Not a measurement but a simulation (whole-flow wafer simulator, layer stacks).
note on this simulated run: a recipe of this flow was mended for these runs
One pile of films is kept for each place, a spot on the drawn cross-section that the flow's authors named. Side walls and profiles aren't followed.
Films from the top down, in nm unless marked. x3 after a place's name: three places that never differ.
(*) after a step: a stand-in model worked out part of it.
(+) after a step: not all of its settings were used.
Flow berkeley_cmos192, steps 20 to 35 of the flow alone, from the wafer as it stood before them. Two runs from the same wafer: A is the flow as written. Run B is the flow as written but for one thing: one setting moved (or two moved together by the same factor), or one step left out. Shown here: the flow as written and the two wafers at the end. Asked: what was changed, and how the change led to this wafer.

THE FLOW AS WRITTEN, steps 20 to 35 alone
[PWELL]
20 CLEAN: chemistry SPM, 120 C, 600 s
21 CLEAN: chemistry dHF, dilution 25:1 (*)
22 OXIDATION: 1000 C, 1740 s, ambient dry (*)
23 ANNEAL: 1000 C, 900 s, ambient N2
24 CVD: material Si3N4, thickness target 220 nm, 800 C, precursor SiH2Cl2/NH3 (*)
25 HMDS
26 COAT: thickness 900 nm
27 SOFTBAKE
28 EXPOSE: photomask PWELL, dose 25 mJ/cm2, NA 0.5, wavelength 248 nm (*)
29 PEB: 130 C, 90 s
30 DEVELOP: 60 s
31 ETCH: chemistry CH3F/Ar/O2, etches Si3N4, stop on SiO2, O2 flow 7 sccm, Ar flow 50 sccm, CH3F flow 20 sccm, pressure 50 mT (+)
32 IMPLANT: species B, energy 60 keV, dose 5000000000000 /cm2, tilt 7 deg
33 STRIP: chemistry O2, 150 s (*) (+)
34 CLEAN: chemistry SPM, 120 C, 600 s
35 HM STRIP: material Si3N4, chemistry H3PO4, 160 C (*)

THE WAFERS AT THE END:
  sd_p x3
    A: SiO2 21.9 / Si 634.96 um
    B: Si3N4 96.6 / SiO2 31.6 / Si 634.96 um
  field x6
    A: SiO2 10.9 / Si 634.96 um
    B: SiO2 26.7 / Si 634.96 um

The cause: step 35, HM STRIP: 128 C was run, where the flow has 160 C.

How the change led to this, step by step:
  35 HM STRIP: material Si3N4, chemistry H3PO4, 160 C (*)
      sd_p x3: A Si3N4 -220 (all of it), SiO2 -9.71 | B Si3N4 -123.4
      field x6: A SiO2 -17.1 | B SiO2 -1.32
